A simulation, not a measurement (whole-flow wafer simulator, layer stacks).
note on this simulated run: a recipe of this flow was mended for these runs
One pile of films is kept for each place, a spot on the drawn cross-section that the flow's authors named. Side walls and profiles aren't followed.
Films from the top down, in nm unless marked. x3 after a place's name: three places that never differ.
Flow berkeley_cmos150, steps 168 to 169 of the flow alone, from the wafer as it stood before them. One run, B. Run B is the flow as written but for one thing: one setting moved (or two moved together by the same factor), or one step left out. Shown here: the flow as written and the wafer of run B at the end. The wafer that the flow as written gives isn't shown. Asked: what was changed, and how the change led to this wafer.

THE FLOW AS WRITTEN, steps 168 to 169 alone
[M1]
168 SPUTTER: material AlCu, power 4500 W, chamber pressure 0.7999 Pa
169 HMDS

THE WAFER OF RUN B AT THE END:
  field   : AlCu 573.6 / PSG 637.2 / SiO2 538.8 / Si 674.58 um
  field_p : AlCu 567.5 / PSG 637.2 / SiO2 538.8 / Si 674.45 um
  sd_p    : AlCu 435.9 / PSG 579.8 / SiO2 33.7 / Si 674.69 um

The cause: step 168, SPUTTER: chamber pressure 0.9919 Pa was run, where the flow has chamber pressure 0.7999 Pa.

How the change led to this, step by step:
  168 SPUTTER: material AlCu, power 4500 W, chamber pressure 0.7999 Pa
      field, sd_n, gate_n, m1: AlCu +573.6 (new film) (as written it would be: AlCu +626.1 (new film))
      field_p: AlCu +567.5 (new film) (as written it would be: AlCu +619.8 (new film))
      (and at 3 more places)
